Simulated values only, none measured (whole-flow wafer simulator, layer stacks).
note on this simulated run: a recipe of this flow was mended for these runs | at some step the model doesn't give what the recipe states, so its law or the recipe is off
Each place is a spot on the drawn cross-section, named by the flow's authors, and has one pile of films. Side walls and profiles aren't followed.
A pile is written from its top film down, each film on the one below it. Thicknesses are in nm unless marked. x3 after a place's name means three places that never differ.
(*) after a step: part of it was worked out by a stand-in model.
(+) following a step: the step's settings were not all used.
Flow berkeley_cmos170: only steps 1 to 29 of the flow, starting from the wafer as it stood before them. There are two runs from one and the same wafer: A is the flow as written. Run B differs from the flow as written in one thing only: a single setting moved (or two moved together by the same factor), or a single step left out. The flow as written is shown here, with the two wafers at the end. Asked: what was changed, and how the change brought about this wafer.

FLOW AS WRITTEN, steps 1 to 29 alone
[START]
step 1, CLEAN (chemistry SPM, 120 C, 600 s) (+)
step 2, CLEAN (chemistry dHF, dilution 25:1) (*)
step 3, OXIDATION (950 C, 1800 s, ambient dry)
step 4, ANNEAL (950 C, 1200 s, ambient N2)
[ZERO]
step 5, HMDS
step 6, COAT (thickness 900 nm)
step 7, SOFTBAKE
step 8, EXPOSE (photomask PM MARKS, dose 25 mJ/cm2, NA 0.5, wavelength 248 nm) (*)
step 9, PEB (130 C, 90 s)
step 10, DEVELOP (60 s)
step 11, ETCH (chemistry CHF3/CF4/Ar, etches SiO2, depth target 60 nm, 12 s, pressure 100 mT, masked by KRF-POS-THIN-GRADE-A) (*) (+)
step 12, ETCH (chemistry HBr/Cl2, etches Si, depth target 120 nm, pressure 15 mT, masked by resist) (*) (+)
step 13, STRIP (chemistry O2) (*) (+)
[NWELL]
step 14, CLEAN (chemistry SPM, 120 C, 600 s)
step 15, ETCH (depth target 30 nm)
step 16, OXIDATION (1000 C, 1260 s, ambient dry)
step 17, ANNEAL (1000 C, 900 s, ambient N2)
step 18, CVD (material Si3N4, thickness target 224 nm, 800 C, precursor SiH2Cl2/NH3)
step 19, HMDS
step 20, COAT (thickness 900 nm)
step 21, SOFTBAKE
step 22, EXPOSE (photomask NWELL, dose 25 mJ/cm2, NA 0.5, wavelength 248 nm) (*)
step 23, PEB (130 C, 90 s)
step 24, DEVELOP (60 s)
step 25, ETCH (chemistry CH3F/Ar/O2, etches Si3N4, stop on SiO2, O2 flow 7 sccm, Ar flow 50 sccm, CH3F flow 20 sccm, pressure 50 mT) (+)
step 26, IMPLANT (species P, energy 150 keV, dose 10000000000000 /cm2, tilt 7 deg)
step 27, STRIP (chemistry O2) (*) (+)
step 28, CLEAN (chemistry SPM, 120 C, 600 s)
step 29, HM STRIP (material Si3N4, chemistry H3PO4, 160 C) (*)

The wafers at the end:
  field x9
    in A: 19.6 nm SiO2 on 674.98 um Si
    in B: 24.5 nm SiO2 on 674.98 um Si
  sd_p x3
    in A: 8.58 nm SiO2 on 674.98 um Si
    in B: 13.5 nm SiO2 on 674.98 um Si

The reason: step 15, ETCH: depth target 6 nm was run, whereas the flow has depth target 30 nm.

How this came from the change, step by step:
  step 15, ETCH (depth target 30 nm)
      field x9, sd_p x3: A -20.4 SiO2 (all of it) | B -6 SiO2
  step 16, OXIDATION (1000 C, 1260 s, ambient dry)
      field x9, sd_p x3: A +26.6 SiO2 (new film), -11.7 Si | B +17 SiO2, -7.5 Si
